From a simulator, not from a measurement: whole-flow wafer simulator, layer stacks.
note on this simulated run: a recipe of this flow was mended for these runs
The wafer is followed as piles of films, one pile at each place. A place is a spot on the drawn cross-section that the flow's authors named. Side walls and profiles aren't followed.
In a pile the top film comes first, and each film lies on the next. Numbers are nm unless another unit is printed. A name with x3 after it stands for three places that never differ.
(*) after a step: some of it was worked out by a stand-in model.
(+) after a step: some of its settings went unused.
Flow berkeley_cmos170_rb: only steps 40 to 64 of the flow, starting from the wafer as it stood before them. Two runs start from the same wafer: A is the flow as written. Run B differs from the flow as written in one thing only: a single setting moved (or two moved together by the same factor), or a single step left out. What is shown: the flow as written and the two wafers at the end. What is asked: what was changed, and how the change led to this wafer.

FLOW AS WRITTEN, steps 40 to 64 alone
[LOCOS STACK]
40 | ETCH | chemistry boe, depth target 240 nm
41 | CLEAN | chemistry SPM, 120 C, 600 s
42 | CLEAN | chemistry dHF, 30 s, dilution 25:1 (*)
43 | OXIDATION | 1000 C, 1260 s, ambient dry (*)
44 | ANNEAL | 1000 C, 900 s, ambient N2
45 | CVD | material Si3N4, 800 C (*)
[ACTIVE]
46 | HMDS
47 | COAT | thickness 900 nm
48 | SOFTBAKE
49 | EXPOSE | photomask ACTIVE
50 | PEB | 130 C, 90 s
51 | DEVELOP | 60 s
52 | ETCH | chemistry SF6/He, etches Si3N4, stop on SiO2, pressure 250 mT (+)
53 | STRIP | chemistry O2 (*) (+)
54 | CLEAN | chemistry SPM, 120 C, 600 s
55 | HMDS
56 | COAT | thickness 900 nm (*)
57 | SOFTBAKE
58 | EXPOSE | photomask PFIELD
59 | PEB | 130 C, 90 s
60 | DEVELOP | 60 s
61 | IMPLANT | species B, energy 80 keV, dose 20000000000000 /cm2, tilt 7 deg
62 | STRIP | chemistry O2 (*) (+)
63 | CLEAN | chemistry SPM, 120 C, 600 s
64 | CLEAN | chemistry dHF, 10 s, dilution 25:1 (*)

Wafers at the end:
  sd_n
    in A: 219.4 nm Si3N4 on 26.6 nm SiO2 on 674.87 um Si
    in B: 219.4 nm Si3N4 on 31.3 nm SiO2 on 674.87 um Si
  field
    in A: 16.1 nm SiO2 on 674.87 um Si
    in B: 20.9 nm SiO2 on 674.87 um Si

The reason: step 43, OXIDATION: 1019 C was run, though the flow has 1000 C.

Step by step, how the change led to this:
  43 | OXIDATION | 1000 C, 1260 s, ambient dry (*)
      field, sd_n, spacer_n and 6 more: A SiO2 gains 26.6 (new film), Si loses 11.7 | B SiO2 gains 31.3 (new film), Si loses 13.8
